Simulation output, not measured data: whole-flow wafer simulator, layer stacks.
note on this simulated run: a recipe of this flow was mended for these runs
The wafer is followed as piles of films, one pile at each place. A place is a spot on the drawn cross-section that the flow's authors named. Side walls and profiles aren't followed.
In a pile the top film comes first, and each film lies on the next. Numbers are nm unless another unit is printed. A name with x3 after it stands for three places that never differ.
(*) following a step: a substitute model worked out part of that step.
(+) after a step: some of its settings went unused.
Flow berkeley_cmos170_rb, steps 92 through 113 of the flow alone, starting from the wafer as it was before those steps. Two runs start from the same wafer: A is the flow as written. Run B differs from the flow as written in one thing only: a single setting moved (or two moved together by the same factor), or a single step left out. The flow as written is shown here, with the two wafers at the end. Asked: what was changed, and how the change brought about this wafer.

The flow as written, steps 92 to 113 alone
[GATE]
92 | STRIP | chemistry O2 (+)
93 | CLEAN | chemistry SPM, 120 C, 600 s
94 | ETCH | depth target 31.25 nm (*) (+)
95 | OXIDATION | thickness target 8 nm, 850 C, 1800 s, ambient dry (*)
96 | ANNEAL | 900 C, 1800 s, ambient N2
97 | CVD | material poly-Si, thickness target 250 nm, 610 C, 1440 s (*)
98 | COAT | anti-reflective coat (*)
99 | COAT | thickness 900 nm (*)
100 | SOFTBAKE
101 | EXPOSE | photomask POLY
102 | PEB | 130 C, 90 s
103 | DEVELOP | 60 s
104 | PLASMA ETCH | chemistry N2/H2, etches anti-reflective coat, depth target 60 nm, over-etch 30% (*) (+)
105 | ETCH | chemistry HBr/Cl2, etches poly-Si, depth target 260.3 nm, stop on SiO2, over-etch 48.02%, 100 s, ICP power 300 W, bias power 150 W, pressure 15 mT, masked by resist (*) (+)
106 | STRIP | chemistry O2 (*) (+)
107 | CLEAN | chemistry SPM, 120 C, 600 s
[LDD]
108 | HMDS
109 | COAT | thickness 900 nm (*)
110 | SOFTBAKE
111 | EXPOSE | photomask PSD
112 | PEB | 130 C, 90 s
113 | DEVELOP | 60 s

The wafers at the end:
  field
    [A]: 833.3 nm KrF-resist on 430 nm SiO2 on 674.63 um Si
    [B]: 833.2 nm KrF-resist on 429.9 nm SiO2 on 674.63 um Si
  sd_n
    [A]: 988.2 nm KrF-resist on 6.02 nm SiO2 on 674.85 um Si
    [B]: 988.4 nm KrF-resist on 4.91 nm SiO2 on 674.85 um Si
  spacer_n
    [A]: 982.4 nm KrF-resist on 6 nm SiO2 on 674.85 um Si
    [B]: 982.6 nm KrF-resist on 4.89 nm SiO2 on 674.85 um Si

The reason: step 95, OXIDATION: thickness target 6.08 nm was run, whereas the flow has thickness target 8 nm; step 95, OXIDATION: 1368 s was run, where the flow has 1800 s.

Step by step, how the change led to this:
  95 | OXIDATION | thickness target 8 nm, 850 C, 1800 s, ambient dry (*)
      sd_n, spacer_n, gate, sd_p, spacer_p, gate_p, contact, m1: A +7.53 SiO2 (new film), -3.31 Si | B +6.42 SiO2 (new film), -2.82 Si
